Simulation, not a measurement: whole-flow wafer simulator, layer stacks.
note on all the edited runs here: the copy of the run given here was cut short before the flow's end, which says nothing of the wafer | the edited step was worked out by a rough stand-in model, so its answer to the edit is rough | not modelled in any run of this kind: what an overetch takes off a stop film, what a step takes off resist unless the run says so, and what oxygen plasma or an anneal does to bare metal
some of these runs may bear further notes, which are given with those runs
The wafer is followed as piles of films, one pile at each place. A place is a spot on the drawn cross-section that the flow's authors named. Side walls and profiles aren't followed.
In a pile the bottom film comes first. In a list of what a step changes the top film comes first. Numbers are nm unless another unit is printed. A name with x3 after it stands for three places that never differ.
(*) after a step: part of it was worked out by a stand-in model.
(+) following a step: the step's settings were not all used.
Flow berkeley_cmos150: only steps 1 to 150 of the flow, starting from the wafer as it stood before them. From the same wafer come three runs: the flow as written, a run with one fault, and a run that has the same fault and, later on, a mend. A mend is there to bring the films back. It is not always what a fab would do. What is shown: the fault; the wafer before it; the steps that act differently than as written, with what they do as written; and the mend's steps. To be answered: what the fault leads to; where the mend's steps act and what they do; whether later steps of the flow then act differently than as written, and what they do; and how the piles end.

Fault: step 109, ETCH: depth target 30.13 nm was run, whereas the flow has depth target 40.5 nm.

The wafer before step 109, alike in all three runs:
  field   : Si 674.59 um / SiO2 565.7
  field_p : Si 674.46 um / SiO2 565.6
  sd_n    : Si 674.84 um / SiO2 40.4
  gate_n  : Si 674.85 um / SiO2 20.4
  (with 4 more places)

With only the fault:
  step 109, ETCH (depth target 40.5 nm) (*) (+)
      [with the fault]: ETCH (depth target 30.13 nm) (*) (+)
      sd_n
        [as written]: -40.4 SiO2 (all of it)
        [with the fault]: -30.1 SiO2
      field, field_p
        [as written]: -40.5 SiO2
        [with the fault]: -30.1 SiO2
  Steps later in the flow that act otherwise than as written (not shown: 15 more steps that differ only slightly, by at most 2% or 0.5 nm, whichever is larger):
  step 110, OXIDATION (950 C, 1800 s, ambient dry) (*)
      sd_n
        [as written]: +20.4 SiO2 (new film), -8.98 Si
        [with the fault]: +15.1 SiO2, -6.66 Si
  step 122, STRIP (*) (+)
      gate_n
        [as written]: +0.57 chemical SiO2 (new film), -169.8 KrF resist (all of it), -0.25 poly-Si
        [with the fault]: +0.57 chemical SiO2 (new film), -173.9 KrF resist (all of it), -0.25 poly-Si
  By the end, the piles at sd_n depart from the flow's by more than 2% or 0.5 nm, whichever is larger.
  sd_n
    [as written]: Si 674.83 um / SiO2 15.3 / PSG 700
    [with the fault]: Si 674.83 um / SiO2 20.3 / PSG 700

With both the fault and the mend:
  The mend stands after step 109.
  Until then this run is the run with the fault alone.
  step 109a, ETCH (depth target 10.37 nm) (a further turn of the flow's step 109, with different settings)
      field, field_p
        -10.4 SiO2
      sd_n
        -10.3 SiO2 (all of it)
  Every later step of the flow that is run acts as written, at every place that is followed, to within 2% or 0.5 nm, whichever is larger.
  The piles end the same as the flow's at every place that both follow.
